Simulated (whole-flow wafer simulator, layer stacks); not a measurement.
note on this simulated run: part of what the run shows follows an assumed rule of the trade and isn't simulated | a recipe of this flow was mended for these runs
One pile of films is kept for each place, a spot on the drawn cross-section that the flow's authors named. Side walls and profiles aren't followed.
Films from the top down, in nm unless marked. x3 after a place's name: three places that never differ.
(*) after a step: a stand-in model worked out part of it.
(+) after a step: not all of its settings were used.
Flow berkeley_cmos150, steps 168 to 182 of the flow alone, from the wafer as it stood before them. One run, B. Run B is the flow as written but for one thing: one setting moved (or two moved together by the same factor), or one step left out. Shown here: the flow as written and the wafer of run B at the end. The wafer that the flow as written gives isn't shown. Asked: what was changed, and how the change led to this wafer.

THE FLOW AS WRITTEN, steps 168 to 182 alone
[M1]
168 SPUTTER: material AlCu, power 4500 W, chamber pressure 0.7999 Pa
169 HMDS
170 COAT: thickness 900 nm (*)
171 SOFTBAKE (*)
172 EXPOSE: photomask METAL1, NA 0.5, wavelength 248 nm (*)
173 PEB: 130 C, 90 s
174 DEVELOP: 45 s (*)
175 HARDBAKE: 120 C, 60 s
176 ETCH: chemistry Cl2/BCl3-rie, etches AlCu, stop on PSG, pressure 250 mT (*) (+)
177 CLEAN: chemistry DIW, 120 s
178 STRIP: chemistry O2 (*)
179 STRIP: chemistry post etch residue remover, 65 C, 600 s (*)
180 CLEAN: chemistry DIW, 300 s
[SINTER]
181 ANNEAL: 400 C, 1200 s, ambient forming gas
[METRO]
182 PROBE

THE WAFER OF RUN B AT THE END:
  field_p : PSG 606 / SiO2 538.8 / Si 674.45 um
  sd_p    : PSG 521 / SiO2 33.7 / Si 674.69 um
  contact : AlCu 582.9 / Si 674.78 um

The cause: step 168, SPUTTER: power 6086 W was run, where the flow has power 4500 W.

How the change led to this, step by step:
  168 SPUTTER: material AlCu, power 4500 W, chamber pressure 0.7999 Pa
      field, sd_n, gate_n, gate_p, m1: AlCu +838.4 (new film) (as written it would be: AlCu +626.1 (new film))
      field_p: AlCu +838.4 (new film) (as written it would be: AlCu +619.8 (new film))
      (and at 2 more places)
  170 COAT: thickness 900 nm (*)
      sd_p: thick-KrF-resist +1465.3 (new film) (as written it would be: thick-KrF-resist +1400.4 (new film))
      contact: thick-KrF-resist +1786 (new film) (as written it would be: thick-KrF-resist +1720.1 (new film))
  174 DEVELOP: 45 s (*)
      sd_p: thick-KrF-resist -1461.5 (all of it), AlCu -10 (as written it would be: thick-KrF-resist -1396.9 (all of it), AlCu -10)
  175 HARDBAKE: 120 C, 60 s
      contact: thick-KrF-resist -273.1 (as written it would be: thick-KrF-resist -263.1)
  176 ETCH: chemistry Cl2/BCl3-rie, etches AlCu, stop on PSG, pressure 250 mT (*) (+)
      field, sd_n, gate_n, gate_p: AlCu -828.4 (all of it), PSG -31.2 (as written it would be: AlCu -616.1 (all of it), PSG -31.2)
      contact, m1: thick-KrF-resist -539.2 (as written it would be: thick-KrF-resist -433.1)
      (and at 2 more places)
  178 STRIP: chemistry O2 (*)
      contact: thick-KrF-resist -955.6 (all of it) (as written it would be: thick-KrF-resist -1006.2 (all of it))
      m1: thick-KrF-resist -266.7 (all of it) (as written it would be: thick-KrF-resist -373.8 (all of it))
